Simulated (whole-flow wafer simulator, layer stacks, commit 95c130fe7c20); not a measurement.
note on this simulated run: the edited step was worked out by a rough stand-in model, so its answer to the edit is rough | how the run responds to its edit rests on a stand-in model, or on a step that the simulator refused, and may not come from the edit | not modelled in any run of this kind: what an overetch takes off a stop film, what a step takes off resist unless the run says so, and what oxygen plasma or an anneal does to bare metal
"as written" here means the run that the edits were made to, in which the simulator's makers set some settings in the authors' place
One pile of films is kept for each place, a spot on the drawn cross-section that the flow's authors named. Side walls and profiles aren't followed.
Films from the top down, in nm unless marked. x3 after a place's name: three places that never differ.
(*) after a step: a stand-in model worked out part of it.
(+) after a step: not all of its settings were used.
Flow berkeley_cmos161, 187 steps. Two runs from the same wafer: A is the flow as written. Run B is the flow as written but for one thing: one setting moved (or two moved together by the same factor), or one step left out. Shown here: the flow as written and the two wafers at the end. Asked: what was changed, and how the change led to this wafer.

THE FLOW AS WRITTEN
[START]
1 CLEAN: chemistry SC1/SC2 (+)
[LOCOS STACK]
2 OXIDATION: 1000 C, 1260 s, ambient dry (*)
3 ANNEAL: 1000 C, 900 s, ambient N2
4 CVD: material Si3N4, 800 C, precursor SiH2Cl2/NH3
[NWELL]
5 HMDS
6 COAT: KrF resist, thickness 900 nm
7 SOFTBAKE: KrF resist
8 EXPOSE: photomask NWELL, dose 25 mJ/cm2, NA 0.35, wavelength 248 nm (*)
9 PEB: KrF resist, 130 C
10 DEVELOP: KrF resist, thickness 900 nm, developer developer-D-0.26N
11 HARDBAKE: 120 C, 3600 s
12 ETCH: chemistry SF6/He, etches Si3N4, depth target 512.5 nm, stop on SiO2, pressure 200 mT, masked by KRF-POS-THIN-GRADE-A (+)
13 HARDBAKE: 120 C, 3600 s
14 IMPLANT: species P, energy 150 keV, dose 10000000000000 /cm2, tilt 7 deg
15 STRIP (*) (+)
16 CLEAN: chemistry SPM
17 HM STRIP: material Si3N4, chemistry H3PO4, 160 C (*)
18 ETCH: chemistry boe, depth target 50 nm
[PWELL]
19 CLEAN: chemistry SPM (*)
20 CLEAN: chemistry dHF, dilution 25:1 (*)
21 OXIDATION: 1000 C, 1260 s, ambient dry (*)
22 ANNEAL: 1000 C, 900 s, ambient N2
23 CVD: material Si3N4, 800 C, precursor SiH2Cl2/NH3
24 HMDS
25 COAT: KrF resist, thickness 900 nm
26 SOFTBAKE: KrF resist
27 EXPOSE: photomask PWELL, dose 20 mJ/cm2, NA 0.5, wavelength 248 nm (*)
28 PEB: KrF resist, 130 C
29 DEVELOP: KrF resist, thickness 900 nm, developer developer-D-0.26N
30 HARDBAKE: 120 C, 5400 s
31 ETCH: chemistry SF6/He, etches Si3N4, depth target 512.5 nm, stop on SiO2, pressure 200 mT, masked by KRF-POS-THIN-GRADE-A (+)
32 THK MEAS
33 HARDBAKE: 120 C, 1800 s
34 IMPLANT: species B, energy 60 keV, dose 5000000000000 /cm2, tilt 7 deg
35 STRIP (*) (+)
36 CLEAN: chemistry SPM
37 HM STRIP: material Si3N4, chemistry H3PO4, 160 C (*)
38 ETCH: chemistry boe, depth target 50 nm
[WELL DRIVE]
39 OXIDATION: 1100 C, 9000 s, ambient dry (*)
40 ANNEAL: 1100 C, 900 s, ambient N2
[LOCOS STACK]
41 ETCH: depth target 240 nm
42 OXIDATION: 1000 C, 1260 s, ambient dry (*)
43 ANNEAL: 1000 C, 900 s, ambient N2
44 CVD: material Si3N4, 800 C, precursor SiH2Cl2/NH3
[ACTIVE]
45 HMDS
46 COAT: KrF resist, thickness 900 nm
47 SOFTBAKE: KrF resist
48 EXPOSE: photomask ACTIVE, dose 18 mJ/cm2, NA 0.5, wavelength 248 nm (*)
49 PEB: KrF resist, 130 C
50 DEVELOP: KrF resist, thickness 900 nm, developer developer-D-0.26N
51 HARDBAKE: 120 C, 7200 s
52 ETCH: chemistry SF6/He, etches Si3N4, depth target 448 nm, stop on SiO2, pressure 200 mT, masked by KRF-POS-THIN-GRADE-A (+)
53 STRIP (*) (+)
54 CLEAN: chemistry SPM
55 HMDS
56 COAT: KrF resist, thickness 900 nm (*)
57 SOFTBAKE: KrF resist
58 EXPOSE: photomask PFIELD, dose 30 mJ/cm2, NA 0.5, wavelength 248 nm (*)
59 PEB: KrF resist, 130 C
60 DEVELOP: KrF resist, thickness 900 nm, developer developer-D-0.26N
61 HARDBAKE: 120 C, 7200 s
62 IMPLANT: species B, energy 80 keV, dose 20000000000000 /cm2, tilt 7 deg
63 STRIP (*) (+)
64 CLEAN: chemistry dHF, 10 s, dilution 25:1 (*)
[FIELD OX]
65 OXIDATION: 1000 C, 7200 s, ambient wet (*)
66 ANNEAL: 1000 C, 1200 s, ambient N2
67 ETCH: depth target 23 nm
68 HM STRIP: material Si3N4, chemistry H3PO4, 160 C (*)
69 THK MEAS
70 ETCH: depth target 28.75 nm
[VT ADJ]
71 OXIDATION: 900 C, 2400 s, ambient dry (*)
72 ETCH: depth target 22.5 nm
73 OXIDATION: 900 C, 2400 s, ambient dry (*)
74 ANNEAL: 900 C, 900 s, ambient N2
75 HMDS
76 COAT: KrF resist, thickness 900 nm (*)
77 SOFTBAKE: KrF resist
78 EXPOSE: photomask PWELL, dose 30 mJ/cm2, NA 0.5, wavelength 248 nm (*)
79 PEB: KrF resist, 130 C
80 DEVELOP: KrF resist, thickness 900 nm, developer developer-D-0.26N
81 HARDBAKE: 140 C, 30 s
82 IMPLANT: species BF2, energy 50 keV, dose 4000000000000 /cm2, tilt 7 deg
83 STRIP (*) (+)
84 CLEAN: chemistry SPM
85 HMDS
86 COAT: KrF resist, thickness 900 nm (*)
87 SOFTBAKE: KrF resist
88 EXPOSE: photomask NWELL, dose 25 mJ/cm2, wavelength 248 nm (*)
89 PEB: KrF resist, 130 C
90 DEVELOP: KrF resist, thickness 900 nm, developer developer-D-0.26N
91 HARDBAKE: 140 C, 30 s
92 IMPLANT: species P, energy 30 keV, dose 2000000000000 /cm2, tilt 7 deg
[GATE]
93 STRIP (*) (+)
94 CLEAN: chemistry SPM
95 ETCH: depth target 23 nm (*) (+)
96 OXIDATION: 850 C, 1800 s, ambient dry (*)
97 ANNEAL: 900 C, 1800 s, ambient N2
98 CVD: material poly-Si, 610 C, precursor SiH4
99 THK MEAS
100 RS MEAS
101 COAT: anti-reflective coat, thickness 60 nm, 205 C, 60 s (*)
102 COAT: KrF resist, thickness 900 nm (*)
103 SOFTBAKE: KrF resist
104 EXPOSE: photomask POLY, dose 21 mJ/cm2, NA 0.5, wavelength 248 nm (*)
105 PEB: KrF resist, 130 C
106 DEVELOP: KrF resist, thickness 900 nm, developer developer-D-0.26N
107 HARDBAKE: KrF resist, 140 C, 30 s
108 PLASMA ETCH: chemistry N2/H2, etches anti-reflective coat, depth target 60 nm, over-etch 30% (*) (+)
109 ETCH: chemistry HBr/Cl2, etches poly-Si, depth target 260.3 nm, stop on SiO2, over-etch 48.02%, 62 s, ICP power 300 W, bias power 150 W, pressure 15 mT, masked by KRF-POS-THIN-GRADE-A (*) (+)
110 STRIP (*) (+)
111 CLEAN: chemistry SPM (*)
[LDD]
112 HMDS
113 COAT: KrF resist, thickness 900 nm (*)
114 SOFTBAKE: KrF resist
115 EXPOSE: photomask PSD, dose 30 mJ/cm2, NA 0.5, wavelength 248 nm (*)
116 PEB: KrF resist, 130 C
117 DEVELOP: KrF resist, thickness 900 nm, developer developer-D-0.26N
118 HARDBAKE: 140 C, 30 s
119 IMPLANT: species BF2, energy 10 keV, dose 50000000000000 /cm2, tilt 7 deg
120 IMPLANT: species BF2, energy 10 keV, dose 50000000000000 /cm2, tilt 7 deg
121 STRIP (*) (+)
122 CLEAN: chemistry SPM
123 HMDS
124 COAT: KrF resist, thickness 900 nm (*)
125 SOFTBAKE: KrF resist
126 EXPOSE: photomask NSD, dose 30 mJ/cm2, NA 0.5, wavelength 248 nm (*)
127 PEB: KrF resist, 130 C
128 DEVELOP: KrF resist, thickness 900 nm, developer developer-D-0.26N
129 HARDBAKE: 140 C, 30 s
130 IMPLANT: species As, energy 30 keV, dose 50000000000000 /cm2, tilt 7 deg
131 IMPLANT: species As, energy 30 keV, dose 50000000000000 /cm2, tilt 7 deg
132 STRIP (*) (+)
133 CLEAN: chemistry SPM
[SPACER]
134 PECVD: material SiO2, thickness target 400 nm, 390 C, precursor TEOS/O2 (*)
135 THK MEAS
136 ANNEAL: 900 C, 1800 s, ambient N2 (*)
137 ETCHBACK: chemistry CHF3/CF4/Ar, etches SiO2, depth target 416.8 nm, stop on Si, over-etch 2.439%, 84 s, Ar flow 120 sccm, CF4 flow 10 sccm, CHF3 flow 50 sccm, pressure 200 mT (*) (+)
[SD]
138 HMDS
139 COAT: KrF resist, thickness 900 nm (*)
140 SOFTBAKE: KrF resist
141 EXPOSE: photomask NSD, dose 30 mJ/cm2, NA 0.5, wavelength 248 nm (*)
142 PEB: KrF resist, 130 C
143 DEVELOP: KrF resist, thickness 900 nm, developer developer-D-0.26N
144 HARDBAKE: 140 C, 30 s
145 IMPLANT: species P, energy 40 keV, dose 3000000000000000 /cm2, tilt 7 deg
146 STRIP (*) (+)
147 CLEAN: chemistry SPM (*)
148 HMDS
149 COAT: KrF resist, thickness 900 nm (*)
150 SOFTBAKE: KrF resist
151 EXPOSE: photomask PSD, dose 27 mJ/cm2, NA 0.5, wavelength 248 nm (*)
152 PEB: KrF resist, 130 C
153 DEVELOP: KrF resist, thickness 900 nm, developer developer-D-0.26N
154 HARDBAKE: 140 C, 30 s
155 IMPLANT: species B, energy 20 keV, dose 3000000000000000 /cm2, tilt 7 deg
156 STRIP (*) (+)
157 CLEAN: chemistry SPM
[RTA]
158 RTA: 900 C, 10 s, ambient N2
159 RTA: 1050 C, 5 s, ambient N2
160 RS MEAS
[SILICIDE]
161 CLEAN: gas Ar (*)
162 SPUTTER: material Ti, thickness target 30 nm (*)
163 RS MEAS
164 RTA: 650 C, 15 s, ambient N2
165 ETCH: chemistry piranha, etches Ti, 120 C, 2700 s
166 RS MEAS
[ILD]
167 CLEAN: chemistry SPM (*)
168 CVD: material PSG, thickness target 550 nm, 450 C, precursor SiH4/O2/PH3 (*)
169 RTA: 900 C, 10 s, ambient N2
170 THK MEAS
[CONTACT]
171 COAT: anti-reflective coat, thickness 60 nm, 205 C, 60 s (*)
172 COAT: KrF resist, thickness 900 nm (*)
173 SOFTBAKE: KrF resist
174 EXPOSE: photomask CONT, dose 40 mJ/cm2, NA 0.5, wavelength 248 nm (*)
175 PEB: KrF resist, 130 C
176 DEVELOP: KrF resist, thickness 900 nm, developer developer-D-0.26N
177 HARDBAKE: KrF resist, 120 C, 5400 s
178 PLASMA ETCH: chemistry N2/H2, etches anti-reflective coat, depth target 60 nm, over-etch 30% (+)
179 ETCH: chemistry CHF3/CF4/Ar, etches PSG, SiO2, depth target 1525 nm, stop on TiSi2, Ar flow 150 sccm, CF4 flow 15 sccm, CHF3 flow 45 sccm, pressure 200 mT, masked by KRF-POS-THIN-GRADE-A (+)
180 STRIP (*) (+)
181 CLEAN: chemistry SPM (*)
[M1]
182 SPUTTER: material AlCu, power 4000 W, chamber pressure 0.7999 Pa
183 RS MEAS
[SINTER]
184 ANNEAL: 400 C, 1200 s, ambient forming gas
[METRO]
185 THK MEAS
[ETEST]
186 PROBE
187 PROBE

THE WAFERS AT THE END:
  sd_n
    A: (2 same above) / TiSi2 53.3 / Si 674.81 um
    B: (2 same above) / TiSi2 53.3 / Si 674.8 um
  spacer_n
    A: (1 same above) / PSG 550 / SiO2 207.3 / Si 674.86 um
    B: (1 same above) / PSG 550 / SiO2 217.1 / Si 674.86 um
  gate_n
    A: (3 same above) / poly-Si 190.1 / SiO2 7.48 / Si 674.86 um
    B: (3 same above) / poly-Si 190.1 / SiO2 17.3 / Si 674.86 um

The cause: step 96, OXIDATION: 935 C was run, where the flow has 850 C.

How the change led to this, step by step:
  96 OXIDATION: 850 C, 1800 s, ambient dry (*)
      sd_n, spacer_n, gate_n, sd_p, spacer_p, gate_p, contact, m1: A SiO2 +7.48 (new film), Si -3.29 | B SiO2 +17.3 (new film), Si -7.63
      field: A SiO2 +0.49, Si -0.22 | B SiO2 +2.31, Si -1.02
  101 COAT: anti-reflective coat, thickness 60 nm, 205 C, 60 s (*)
      spacer_n: A anti-reflective coat +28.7 (new film) | B anti-reflective coat +29.6 (new film)
      gate_n: A anti-reflective coat +23.7 (new film) | B anti-reflective coat +24.6 (new film)
  108 PLASMA ETCH: chemistry N2/H2, etches anti-reflective coat, depth target 60 nm, over-etch 30% (*) (+)
      spacer_n: A anti-reflective coat -28.7 (all of it), poly-Si -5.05 | B anti-reflective coat -29.6 (all of it), poly-Si -4.92
  110 STRIP (*) (+)
      gate_n: A chemical SiO2 +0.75 (new film), KrF resist -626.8 (all of it), anti-reflective coat -23.7 (all of it), poly-Si -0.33 | B chemical SiO2 +0.75 (new film), KrF resist -624 (all of it), anti-reflective coat -24.6 (all of it), poly-Si -0.33
  137 ETCHBACK: chemistry CHF3/CF4/Ar, etches SiO2, depth target 416.8 nm, stop on Si, over-etch 2.439%, 84 s, Ar flow 120 sccm, CF4 flow 10 sccm, CHF3 flow 50 sccm, pressure 200 mT (*) (+)
      sd_n: A SiO2 -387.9 (all of it) | B SiO2 -397.8 (all of it)
      sd_p: A SiO2 -373.4 (all of it) | B SiO2 -383.6 (all of it)
      (and at 2 more places)
  171 COAT: anti-reflective coat, thickness 60 nm, 205 C, 60 s (*)
      sd_n: A anti-reflective coat +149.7 (new film) | B anti-reflective coat +154.1 (new film)
  180 STRIP (*) (+)
      sd_n: A KrF resist -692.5 (all of it), anti-reflective coat -149.7 (all of it) | B KrF resist -691.7 (all of it), anti-reflective coat -154.1 (all of it)
